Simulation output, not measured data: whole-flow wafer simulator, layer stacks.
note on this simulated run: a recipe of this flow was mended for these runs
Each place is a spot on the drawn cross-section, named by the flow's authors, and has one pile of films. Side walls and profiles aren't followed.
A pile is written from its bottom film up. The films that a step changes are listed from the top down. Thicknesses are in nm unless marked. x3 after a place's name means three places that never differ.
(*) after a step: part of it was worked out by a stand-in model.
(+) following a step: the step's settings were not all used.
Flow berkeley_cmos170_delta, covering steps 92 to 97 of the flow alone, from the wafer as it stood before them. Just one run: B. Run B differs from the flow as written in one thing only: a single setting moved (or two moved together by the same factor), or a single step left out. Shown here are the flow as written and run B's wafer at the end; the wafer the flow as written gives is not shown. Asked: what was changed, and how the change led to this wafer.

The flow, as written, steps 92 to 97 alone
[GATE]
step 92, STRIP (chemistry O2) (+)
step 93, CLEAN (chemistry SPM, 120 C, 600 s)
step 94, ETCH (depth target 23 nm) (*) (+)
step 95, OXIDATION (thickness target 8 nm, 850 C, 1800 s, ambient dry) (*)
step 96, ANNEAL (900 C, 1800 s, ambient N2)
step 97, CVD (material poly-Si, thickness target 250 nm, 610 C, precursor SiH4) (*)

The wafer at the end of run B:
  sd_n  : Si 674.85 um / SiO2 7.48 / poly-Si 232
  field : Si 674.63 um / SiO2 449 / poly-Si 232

Cause: step 97, CVD: thickness target 232 nm was run, though the flow has thickness target 250 nm.
The wafer lets one read it off: sd_n has poly-Si 232, and step 97 as written asks for 250 nm.

Step by step, how the change led to this:
  step 97, CVD (material poly-Si, thickness target 250 nm, 610 C, precursor SiH4) (*)
      field, sd_n, spacer_n, gate, sd_p, spacer_p x2, contact, m1: poly-Si gains 232 (new film) (it would be, as written: poly-Si gains 250 (new film))
